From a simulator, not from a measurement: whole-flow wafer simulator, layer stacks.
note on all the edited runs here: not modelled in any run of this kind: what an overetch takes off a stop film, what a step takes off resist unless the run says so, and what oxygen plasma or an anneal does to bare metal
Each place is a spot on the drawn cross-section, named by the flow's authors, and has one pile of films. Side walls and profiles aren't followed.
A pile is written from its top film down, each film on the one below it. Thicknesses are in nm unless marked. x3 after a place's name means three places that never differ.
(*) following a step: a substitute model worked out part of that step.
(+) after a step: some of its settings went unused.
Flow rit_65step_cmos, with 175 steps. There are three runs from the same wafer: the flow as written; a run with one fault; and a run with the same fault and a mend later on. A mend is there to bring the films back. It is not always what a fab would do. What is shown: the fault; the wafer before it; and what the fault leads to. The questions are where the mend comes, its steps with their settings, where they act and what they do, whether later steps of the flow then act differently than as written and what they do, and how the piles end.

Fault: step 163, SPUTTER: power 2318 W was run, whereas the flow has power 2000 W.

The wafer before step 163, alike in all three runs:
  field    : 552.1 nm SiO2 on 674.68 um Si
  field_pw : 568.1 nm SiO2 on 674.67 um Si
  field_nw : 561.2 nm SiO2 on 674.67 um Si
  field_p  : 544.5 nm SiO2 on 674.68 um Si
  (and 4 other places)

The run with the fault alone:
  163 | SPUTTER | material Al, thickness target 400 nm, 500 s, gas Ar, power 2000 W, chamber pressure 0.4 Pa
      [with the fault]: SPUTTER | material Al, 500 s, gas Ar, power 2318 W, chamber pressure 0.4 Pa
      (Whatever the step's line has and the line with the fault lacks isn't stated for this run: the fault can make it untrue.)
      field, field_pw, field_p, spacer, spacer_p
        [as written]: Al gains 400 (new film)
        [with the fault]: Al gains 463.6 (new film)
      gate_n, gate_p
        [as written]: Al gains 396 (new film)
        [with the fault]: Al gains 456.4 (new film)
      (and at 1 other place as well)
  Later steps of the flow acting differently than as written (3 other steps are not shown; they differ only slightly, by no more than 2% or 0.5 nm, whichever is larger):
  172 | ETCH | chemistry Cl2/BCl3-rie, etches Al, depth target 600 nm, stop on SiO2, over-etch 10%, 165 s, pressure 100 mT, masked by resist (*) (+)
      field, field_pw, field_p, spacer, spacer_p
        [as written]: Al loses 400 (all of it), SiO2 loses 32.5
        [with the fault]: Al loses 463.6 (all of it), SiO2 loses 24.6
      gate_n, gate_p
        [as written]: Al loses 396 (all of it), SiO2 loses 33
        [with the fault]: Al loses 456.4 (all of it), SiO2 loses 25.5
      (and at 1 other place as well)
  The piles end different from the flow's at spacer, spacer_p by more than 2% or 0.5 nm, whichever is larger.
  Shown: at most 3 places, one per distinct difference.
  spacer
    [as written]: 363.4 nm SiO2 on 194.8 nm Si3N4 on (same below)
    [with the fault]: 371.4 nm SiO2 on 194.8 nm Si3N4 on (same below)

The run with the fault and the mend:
  The mend stands after step 164.
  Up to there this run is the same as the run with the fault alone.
  164a | ETCH | chemistry al pan, depth target 532.8 nm
      field, field_pw, field_nw, field_p, spacer, spacer_p
        Al loses 463.6 (all of it)
      gate_n, gate_p
        Al loses 456.4 (all of it)
  164b | SPUTTER | material Al, thickness target 400 nm, 500 s, gas Ar, power 2000 W, chamber pressure 0.4 Pa (a further turn of the flow's step 163)
      field, field_pw, field_p, spacer, spacer_p
        Al gains 400 (new film)
      gate_n, gate_p
        Al gains 396 (new film)
      field_nw
        Al gains 397.2 (new film)
  Every later step of the flow that is run acts as written at every place that is followed.
  At every place that both follow, the piles at the end match the flow's.
